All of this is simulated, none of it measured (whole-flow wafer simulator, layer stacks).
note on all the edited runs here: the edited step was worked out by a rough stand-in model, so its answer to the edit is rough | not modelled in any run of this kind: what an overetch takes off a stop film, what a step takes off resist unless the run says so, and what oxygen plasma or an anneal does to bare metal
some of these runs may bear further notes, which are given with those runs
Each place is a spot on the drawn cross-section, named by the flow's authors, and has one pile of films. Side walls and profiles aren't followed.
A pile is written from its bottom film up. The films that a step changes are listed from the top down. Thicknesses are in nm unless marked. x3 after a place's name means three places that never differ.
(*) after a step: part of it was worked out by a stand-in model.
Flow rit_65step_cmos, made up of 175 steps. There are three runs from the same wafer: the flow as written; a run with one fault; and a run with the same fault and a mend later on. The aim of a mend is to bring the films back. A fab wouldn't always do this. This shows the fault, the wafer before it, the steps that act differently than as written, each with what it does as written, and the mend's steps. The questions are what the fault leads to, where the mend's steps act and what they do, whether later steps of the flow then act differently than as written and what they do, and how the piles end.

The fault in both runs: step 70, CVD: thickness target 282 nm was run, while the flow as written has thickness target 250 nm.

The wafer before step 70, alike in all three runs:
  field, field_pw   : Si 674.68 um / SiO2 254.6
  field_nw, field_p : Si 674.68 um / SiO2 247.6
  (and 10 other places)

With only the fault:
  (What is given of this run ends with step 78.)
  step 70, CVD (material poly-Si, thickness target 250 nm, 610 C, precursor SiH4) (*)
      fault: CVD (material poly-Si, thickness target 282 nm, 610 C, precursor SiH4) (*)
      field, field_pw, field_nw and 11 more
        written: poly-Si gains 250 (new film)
        fault: poly-Si gains 282 (new film)
  Later steps of the flow up to step 78 that are run all act as written at every place that is followed, up to a difference of at most 2% or 0.5 nm, whichever is larger.
  Once step 78 is done, the piles at field, field_pw, field_nw and 11 more depart from the flow's by more than 2% or 0.5 nm, whichever is larger.
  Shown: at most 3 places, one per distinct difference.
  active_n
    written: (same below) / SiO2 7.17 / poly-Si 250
    fault: (same below) / SiO2 7.17 / poly-Si 282
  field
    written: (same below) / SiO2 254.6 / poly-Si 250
    fault: (same below) / SiO2 254.6 / poly-Si 282
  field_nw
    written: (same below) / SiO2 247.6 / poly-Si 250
    fault: (same below) / SiO2 247.6 / poly-Si 282

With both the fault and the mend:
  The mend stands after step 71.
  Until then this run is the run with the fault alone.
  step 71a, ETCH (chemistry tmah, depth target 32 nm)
      field, field_pw, field_nw and 11 more
        poly-Si loses 32
  Later steps of the flow that are run all act as written at every place that is followed.
  By the end, the piles equal the flow's at every place that both follow.
